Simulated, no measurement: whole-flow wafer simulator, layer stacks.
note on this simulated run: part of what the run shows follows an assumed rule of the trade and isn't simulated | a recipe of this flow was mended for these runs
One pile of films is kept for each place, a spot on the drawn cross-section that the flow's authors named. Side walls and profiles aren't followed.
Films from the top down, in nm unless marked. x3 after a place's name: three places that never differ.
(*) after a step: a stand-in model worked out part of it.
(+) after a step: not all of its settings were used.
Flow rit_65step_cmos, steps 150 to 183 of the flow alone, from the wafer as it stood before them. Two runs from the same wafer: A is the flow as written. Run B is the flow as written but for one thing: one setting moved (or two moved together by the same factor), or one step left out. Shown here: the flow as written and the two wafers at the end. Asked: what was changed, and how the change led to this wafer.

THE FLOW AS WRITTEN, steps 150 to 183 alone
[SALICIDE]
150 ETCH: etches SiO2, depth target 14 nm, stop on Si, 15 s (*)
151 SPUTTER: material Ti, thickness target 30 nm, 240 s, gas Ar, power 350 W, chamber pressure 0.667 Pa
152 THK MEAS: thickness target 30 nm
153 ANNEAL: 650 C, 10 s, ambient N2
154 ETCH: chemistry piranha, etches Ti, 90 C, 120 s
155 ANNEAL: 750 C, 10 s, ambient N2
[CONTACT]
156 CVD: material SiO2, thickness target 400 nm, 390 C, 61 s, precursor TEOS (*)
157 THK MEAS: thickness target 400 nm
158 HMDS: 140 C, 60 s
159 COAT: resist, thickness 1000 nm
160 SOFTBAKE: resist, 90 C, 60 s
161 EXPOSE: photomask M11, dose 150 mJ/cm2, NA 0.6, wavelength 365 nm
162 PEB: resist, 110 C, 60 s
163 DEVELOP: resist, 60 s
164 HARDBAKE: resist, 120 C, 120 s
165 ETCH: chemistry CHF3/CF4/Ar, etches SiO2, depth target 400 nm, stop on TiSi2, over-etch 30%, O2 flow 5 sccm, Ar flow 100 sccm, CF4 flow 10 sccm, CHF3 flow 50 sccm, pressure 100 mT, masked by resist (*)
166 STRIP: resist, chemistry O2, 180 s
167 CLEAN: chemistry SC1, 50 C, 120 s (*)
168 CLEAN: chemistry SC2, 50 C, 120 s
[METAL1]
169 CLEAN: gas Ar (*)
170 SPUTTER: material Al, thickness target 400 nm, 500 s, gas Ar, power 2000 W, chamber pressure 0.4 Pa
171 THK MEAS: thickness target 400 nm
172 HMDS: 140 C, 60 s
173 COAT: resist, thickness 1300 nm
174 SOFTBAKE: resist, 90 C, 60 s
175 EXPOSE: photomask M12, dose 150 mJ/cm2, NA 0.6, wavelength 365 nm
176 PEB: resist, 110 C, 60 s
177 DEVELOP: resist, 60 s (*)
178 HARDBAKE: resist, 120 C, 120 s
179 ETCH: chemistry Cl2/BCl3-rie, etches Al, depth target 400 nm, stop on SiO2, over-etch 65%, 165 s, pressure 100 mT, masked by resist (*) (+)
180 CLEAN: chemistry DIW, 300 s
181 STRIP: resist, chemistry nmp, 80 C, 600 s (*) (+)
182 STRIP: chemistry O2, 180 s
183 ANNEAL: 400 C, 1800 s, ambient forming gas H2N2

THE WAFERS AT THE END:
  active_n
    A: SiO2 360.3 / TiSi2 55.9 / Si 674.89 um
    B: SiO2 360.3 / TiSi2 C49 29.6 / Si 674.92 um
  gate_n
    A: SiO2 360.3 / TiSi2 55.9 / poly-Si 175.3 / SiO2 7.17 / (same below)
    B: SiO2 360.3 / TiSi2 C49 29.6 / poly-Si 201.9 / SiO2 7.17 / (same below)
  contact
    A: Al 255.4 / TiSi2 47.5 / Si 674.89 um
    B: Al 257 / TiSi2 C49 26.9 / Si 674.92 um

The cause: step 151, SPUTTER: thickness target 15 nm was run, where the flow has thickness target 30 nm; step 151, SPUTTER: 120 s was run, where the flow has 240 s.

How the change led to this, step by step:
  151 SPUTTER: material Ti, thickness target 30 nm, 240 s, gas Ar, power 350 W, chamber pressure 0.667 Pa
      field, field_pw, field_nw and 11 more: A Ti +30 (new film) | B Ti +15 (new film)
  153 ANNEAL: 650 C, 10 s, ambient N2
      active_n, active_p, sd_n, sd_p, contact, m1: A Ti -23.4, TiSi first +15 (new film), TiSi2 C49 +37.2 (new film), Si -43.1 | B Ti -11.7, TiSi2 C49 +29.8 (new film), Si -26.6
      gate_n, gate_p: A Ti -23.4, TiSi first +15 (new film), TiSi2 C49 +37.2 (new film), poly-Si -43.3 | B Ti -11.7, TiSi2 C49 +29.8 (new film), poly-Si -26.7
  154 ETCH: chemistry piranha, etches Ti, 90 C, 120 s
      active_n, active_p, gate_n, gate_p, sd_n, sd_p, contact, m1: A Ti -6.6 (all of it), TiSi first -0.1 | B Ti -3.3 (all of it), TiSi2 C49 -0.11
      field, field_pw, field_nw, field_p, spacer, spacer_p: A Ti -30 (all of it) | B Ti -15 (all of it)
  155 ANNEAL: 750 C, 10 s, ambient N2
      active_n, active_p, sd_n, sd_p, contact, m1: A TiSi2 +55.9 (new film), TiSi first -14.9 (all of it), TiSi2 C49 -37.2 (all of it), Si -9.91 | B nothing
      gate_n, gate_p: A TiSi2 +55.9 (new film), TiSi first -14.9 (all of it), TiSi2 C49 -37.2 (all of it), poly-Si -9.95 | B nothing
  165 ETCH: chemistry CHF3/CF4/Ar, etches SiO2, depth target 400 nm, stop on TiSi2, over-etch 30%, O2 flow 5 sccm, Ar flow 100 sccm, CF4 flow 10 sccm, CHF3 flow 50 sccm, pressure 100 mT, masked by resist (*)
      contact: A SiO2 -400 (all of it), TiSi2 -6 | B SiO2 -400 (all of it)
  169 CLEAN: gas Ar (*)
      contact: A TiSi2 -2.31 | B TiSi2 C49 -2.44
